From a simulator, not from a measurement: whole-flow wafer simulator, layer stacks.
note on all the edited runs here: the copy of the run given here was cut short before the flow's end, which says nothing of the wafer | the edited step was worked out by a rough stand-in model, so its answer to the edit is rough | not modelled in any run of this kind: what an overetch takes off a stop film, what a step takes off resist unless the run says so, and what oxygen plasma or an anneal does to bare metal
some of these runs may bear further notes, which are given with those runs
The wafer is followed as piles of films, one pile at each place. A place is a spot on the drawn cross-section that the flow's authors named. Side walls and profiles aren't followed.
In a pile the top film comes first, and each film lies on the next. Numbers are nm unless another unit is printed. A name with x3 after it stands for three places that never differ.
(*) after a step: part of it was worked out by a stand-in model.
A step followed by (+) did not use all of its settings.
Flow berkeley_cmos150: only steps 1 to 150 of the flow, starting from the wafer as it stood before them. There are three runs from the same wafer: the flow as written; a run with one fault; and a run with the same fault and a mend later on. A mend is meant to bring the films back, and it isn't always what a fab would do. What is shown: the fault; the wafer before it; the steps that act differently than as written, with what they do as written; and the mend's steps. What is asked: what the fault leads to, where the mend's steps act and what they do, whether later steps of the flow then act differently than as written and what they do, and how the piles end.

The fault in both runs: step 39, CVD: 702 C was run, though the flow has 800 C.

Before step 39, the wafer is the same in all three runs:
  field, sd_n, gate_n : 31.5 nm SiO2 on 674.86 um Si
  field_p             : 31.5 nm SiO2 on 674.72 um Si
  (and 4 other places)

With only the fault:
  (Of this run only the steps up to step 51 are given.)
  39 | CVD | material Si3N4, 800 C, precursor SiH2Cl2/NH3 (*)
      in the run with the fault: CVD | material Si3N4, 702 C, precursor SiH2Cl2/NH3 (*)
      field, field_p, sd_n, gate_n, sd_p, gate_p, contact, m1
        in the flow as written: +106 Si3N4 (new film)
        in the run with the fault: +22.2 Si3N4 (new film)
  Later steps of the flow acting differently than as written:
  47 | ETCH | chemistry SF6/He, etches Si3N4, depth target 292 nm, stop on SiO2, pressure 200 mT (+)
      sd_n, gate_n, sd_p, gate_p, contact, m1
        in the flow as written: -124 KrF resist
        in the run with the fault: -32.9 KrF resist
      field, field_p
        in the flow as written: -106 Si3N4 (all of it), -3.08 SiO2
        in the run with the fault: -22.2 Si3N4 (all of it), -3.08 SiO2
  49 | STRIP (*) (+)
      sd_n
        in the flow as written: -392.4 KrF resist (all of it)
        in the run with the fault: -483.5 KrF resist (all of it)
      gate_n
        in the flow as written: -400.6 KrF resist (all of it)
        in the run with the fault: -491.7 KrF resist (all of it)
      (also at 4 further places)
  After step 51, at sd_n, gate_n, sd_p, gate_p, contact, m1, the piles differ from the flow's by more than 2% or 0.5 nm, whichever is larger.
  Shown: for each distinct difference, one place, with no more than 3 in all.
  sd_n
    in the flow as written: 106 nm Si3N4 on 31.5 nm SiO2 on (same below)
    in the run with the fault: 22.2 nm Si3N4 on 31.5 nm SiO2 on (same below)

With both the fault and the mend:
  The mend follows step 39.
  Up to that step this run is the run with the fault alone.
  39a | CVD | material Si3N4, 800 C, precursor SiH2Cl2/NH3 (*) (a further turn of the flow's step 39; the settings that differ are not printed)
      field, field_p, sd_n, gate_n, sd_p, gate_p, contact, m1
        +83.8 Si3N4
  None of the later steps of the flow differs from how it acts as written, at any place that is followed, by more than 2% or 0.5 nm, whichever is larger.
  At every place that both follow, the piles at the end match the flow's.
